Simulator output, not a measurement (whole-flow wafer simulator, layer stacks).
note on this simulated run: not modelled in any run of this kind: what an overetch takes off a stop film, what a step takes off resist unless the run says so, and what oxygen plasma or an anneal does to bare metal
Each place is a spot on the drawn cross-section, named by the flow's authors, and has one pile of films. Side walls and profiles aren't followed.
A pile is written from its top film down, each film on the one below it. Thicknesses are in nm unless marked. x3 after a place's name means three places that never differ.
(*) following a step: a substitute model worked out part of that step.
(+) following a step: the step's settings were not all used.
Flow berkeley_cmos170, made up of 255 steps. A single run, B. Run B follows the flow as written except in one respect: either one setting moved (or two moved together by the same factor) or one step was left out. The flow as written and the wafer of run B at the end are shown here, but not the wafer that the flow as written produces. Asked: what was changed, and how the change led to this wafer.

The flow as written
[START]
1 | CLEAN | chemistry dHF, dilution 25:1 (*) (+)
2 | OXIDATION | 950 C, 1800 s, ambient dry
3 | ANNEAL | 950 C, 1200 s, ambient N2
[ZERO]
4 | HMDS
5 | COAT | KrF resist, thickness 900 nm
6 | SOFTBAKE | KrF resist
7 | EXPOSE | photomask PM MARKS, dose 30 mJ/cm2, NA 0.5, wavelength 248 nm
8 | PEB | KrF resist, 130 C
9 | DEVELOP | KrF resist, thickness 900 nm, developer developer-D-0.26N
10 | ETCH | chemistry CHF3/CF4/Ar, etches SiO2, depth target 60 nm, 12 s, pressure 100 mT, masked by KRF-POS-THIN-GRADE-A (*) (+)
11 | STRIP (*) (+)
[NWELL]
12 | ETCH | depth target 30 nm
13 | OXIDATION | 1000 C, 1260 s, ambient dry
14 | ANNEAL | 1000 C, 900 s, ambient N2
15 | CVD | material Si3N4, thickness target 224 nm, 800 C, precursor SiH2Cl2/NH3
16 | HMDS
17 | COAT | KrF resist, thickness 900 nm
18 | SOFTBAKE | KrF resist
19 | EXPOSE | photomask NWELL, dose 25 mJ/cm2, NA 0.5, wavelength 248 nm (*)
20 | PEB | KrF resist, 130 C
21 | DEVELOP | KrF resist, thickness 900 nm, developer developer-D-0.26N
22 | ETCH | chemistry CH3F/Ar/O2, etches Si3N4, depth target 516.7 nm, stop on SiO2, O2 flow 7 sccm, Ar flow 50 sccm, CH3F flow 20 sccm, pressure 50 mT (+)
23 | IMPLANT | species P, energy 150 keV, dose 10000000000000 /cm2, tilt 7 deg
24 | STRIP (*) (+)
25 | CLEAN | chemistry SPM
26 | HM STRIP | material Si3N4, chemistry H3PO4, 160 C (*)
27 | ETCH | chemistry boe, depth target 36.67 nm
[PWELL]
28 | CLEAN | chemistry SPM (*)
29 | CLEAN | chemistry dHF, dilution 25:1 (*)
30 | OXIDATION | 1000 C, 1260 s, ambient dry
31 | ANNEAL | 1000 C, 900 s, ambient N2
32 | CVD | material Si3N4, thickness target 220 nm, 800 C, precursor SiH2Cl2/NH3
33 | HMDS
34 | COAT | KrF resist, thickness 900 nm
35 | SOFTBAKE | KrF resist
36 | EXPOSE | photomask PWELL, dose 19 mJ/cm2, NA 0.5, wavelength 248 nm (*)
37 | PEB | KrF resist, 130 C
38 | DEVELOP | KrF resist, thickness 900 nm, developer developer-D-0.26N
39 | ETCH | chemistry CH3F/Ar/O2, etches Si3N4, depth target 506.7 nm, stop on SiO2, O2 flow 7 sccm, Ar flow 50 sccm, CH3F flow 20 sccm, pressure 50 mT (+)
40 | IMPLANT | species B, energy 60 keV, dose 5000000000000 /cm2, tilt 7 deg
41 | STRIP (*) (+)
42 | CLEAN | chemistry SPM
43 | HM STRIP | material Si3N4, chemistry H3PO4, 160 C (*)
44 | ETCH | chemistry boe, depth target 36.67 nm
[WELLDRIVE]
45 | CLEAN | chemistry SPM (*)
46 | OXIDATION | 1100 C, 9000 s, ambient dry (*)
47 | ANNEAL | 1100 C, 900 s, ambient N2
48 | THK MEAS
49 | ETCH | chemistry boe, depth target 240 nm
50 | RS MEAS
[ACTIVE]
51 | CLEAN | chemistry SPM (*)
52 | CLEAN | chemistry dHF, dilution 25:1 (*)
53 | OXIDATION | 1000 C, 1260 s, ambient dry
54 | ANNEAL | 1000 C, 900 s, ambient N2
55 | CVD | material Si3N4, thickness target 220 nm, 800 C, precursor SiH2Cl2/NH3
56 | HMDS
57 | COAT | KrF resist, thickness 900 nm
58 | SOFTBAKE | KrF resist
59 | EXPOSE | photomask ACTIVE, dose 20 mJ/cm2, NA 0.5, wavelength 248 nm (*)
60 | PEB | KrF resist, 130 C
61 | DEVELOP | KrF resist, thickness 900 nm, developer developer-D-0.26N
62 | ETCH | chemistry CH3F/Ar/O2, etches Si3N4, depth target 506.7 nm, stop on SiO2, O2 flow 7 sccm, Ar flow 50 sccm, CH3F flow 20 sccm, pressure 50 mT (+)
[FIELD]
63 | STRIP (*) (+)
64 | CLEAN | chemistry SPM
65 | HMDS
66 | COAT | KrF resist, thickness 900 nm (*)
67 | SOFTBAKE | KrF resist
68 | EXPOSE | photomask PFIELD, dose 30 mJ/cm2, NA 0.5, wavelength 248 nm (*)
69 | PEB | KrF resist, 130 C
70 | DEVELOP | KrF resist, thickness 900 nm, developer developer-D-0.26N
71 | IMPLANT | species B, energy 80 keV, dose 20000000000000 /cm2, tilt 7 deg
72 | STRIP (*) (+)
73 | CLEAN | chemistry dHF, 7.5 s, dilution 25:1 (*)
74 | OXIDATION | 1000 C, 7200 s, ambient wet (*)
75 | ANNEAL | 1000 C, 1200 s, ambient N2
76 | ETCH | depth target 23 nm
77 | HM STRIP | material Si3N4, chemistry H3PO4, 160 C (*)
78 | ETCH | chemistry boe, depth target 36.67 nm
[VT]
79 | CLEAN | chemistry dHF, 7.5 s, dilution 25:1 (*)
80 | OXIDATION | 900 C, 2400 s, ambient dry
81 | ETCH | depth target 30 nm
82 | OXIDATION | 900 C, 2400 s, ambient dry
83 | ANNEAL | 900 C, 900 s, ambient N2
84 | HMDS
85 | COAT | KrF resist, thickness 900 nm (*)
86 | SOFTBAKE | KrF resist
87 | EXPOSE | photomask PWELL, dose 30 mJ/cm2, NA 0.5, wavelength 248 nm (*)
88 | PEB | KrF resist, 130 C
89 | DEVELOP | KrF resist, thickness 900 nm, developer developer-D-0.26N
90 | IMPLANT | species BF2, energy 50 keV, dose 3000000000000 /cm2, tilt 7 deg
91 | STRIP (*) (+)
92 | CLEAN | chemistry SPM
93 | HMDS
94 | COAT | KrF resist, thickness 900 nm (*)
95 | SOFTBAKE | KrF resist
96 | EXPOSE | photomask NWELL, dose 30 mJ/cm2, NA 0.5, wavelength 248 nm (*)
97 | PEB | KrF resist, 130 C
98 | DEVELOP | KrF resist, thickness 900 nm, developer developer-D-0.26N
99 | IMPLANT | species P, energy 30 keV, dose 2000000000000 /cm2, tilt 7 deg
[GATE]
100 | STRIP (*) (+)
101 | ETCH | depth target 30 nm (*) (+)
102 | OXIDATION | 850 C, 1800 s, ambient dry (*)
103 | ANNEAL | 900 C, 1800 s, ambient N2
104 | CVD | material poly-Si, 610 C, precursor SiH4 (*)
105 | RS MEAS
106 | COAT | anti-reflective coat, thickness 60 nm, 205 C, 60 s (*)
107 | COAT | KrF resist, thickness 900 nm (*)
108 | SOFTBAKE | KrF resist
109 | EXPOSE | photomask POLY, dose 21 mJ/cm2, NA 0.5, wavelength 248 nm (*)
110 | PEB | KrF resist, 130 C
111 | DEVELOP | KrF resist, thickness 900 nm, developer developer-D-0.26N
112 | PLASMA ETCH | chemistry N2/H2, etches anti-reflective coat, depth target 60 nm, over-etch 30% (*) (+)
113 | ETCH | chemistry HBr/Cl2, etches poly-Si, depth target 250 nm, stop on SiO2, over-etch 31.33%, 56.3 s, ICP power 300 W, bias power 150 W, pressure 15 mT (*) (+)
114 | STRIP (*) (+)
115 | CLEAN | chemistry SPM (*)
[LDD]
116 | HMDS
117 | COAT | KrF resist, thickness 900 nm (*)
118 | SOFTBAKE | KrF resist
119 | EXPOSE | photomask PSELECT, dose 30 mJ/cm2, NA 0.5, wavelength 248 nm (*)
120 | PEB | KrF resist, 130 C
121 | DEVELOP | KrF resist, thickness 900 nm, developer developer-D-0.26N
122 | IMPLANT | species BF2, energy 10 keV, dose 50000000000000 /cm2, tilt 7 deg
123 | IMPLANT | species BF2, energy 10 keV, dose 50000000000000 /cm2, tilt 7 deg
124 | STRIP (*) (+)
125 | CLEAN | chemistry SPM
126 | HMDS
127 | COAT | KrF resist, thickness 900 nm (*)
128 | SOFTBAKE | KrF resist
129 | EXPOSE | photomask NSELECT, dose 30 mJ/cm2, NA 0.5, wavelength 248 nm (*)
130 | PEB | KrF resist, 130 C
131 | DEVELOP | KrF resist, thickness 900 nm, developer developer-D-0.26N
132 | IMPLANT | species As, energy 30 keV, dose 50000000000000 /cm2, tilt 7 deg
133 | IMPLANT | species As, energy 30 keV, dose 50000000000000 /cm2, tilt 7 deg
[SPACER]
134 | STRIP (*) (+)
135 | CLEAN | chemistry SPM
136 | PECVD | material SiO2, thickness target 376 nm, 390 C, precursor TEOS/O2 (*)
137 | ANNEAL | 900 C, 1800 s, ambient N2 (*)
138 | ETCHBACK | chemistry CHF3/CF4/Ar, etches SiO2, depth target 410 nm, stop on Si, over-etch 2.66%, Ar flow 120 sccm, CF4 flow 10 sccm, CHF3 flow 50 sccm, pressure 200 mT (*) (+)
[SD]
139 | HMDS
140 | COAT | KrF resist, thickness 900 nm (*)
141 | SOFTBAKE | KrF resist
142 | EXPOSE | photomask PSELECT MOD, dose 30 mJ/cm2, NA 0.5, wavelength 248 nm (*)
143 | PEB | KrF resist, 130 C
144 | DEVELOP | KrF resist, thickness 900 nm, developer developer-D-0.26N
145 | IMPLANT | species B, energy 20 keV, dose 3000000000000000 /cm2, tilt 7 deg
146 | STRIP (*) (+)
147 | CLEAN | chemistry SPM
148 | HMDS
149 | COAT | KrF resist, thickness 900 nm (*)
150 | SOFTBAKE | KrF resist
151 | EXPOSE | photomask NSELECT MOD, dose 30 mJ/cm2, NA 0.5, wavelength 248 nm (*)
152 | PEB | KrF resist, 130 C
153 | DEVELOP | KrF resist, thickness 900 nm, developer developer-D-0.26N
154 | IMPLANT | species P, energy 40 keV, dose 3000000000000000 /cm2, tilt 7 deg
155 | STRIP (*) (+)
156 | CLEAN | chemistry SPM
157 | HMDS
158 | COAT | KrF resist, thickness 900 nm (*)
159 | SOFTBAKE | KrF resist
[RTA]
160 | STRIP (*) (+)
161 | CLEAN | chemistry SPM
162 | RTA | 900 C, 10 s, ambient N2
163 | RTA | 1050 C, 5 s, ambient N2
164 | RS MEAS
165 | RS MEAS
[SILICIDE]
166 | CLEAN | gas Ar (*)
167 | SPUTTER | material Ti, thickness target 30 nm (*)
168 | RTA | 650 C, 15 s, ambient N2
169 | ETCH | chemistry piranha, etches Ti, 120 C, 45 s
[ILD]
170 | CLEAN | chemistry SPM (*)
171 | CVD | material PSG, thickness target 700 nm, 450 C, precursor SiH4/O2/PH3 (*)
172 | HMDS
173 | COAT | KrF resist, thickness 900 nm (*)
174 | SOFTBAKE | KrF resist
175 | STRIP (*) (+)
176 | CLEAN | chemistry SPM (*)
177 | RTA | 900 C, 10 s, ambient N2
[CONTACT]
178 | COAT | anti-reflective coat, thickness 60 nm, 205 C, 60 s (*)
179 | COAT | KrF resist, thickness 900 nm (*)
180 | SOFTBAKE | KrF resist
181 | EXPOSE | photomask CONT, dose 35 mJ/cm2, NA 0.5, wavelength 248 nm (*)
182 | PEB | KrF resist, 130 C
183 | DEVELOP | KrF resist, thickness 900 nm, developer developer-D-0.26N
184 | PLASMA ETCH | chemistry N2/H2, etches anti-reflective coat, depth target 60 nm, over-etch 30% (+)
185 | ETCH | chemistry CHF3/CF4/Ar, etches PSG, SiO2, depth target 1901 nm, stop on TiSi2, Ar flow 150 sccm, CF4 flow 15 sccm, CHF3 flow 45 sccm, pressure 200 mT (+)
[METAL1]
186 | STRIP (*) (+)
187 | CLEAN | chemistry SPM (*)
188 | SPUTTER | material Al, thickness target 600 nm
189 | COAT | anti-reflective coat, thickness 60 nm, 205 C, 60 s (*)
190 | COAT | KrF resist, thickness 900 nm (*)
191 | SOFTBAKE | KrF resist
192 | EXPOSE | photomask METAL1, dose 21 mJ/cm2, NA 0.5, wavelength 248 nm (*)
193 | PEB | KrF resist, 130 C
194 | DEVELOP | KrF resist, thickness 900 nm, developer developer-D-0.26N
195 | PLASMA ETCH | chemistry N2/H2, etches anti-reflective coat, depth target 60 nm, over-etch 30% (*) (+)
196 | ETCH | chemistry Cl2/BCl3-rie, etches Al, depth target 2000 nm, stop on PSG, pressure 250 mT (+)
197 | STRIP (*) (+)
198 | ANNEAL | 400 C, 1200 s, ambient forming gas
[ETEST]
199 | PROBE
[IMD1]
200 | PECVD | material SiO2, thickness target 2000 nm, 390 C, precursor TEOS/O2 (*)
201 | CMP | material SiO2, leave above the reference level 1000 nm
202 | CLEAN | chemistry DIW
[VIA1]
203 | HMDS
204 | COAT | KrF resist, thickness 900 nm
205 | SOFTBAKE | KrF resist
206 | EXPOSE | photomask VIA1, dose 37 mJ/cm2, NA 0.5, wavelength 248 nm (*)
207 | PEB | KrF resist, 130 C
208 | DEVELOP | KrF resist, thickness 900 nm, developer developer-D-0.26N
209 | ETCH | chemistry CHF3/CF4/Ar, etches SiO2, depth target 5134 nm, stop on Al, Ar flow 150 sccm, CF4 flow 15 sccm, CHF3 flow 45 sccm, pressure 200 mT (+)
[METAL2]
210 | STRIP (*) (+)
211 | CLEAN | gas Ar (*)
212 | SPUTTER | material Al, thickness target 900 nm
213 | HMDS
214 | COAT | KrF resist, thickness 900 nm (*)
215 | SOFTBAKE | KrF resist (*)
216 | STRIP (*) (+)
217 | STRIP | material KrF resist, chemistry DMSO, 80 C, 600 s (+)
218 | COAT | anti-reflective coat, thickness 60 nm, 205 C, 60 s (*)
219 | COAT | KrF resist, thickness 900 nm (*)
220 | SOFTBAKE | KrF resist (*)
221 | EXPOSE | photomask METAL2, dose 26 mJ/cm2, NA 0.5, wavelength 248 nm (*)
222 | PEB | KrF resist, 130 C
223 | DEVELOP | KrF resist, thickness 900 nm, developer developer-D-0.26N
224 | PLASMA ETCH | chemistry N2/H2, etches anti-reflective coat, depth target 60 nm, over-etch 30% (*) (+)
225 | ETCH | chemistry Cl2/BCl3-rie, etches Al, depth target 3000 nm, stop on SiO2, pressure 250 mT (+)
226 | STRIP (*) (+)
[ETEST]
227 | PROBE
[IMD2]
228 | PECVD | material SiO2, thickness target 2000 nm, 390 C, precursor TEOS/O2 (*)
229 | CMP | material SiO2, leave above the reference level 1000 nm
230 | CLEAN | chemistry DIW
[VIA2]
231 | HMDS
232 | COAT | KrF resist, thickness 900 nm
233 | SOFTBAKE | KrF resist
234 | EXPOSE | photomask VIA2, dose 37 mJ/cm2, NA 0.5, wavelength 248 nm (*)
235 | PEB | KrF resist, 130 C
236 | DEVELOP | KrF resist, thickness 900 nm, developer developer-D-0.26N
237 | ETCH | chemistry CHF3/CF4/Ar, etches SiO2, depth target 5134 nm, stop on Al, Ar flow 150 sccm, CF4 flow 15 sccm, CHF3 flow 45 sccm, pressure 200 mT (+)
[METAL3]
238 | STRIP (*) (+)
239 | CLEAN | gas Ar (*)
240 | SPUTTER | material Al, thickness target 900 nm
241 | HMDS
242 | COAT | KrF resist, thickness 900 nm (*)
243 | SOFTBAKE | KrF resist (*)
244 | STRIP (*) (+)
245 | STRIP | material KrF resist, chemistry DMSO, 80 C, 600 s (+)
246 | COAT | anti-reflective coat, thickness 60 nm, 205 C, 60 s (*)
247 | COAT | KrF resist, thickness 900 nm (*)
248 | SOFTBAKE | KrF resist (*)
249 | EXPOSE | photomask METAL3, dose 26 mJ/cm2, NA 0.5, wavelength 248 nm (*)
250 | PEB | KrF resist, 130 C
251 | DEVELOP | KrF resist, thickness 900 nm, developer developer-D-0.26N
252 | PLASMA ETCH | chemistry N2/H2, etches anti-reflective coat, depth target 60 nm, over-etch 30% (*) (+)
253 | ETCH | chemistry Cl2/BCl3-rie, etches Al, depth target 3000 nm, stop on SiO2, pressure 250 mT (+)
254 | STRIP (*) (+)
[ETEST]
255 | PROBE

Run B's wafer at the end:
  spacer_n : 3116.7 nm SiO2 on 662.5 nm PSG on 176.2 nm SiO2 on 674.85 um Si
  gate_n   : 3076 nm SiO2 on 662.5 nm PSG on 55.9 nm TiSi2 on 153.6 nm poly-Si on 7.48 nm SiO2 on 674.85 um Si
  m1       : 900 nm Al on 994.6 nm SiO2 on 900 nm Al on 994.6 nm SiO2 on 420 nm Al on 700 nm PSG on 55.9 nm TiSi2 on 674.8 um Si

The reason: step 188, SPUTTER: thickness target 420 nm was run, though the flow has thickness target 600 nm.
The wafer itself shows it: m1 has Al 420, and step 188 as written asks for 600 nm.

The path from the change to this, step by step:
  188 | SPUTTER | material Al, thickness target 600 nm
      field, sd_n, spacer_n and 7 more: +420 Al (new film) (as written it would have been: +600 Al (new film))
      sd_p: +396 Al (new film) (as written it would have been: +573.8 Al (new film))
      (and at 1 other place as well)
  189 | COAT | anti-reflective coat, thickness 60 nm, 205 C, 60 s (*)
      sd_n: +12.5 anti-reflective coat (new film) (as written it would have been: +17.7 anti-reflective coat (new film))
      contact: +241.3 anti-reflective coat (new film) (as written it would have been: +261.9 anti-reflective coat (new film))
  190 | COAT | KrF resist, thickness 900 nm (*)
      contact: +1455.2 KrF resist (new film) (as written it would have been: +1495.4 KrF resist (new film))
  195 | PLASMA ETCH | chemistry N2/H2, etches anti-reflective coat, depth target 60 nm, over-etch 30% (*) (+)
      sd_n: -12.5 anti-reflective coat (all of it) (as written it would have been: -17.7 anti-reflective coat (all of it))
  196 | ETCH | chemistry Cl2/BCl3-rie, etches Al, depth target 2000 nm, stop on PSG, pressure 250 mT (+)
      field, sd_n, spacer_n, gate_n, spacer_p, gate_p: -420 Al (all of it), -37.5 PSG (as written it would have been: -600 Al (all of it), -37.5 PSG)
      contact, m1, via1, m2, via2: -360 KrF resist (as written it would have been: -450 KrF resist)
      (and at 1 other place as well)
  197 | STRIP (*) (+)
      contact: -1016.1 KrF resist (all of it), -241.3 anti-reflective coat (all of it) (as written it would have been: -966.1 KrF resist (all of it), -261.9 anti-reflective coat (all of it))
      m1: -494 KrF resist (all of it), -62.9 anti-reflective coat (all of it) (as written it would have been: -404.7 KrF resist (all of it), -63 anti-reflective coat (all of it))
      (and at 3 other places as well)
  201 | CMP | material SiO2, leave above the reference level 1000 nm
      spacer_n, spacer_p: -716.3 SiO2 (as written it would have been: -536.3 SiO2)
      gate_n, gate_p: -757.1 SiO2 (as written it would have been: -577.1 SiO2)
      (and at 4 other places as well)
